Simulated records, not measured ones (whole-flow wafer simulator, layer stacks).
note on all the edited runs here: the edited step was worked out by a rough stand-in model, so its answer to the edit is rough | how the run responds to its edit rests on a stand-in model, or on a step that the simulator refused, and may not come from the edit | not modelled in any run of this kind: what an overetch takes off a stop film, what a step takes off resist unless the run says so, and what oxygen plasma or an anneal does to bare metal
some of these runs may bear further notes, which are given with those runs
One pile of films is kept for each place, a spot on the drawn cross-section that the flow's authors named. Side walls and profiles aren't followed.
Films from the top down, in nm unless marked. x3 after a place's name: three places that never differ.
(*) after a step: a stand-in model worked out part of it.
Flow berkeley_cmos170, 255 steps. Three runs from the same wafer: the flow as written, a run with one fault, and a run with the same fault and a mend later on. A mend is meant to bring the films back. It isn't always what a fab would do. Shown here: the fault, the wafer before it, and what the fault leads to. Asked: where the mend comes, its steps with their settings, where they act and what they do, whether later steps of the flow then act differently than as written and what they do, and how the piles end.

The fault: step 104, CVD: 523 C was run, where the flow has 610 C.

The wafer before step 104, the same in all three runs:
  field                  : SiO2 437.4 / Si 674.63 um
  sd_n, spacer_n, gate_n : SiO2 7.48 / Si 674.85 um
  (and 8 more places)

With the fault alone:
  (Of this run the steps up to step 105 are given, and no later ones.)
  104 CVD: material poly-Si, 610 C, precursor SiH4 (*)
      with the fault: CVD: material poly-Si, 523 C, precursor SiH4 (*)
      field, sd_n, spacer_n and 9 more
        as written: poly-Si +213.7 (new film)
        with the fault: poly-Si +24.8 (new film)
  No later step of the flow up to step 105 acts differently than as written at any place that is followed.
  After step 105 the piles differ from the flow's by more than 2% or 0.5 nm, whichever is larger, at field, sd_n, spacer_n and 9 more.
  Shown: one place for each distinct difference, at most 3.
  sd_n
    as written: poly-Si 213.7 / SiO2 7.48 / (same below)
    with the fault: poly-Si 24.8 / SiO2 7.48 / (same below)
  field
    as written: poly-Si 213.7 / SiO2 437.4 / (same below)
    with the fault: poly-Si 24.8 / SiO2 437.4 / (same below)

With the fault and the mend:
  The mend comes after step 105.
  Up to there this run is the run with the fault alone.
  105a CVD: material poly-Si, 610 C, precursor SiH4 (*) (the flow's step 104 once more, with other settings that aren't printed)
      field, sd_n, spacer_n and 9 more
        poly-Si +188.8
  No later step of the flow acts differently than as written, at any place that is followed, by more than 2% or 0.5 nm, whichever is larger.
  At the end the piles differ from the flow's only slightly at the places that both follow, by at most 2% or 0.5 nm, whichever is larger.
